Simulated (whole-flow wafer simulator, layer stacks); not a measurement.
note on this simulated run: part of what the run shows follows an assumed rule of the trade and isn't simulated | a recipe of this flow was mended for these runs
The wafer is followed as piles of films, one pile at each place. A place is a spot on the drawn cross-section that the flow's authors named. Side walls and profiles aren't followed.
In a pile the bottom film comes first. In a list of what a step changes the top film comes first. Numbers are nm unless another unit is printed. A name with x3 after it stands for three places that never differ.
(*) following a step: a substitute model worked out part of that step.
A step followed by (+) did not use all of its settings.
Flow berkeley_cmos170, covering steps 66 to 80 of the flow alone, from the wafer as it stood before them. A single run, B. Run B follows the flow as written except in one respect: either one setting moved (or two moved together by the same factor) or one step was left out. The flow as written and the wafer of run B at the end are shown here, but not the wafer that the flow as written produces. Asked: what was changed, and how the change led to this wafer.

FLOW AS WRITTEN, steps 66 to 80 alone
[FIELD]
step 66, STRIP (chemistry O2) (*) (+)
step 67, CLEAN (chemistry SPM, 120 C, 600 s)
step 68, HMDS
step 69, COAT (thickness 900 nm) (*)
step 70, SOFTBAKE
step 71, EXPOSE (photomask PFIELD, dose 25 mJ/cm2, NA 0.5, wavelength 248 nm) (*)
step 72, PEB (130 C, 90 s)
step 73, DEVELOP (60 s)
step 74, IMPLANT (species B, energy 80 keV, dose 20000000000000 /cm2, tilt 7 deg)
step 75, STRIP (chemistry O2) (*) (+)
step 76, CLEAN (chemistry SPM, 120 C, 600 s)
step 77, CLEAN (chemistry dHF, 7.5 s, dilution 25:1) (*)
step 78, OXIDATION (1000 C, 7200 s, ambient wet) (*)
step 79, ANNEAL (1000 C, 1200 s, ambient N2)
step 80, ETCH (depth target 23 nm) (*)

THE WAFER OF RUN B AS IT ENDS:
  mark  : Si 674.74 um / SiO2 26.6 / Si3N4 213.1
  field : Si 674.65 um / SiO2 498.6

What caused this: step 78, OXIDATION: 988 C was run, whereas the flow has 1000 C.

The path from the change to this, step by step:
  step 78, OXIDATION (1000 C, 7200 s, ambient wet) (*)
      mark, spacer_n, gate_n and 7 more: SiO2 gains 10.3 (new film), Si3N4 loses 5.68 (in the flow as written it would be: SiO2 gains 12.1 (new film), Si3N4 loses 6.7)
      sd_n, sd_p: SiO2 gains 10.3 (new film), Si3N4 loses 5.68, SiO2 gains 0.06, Si loses 0.06 (in the flow as written it would be: SiO2 gains 12.1 (new film), Si3N4 loses 6.7, SiO2 gains 0.07, Si loses 0.07)
      (as well as at 1 more place)
  step 80, ETCH (depth target 23 nm) (*)
      mark, sd_n, spacer_n and 9 more: SiO2 loses 10.3 (all of it), Si3N4 loses 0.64 (in the flow as written it would be: SiO2 loses 12.1 (all of it), Si3N4 loses 0.54)
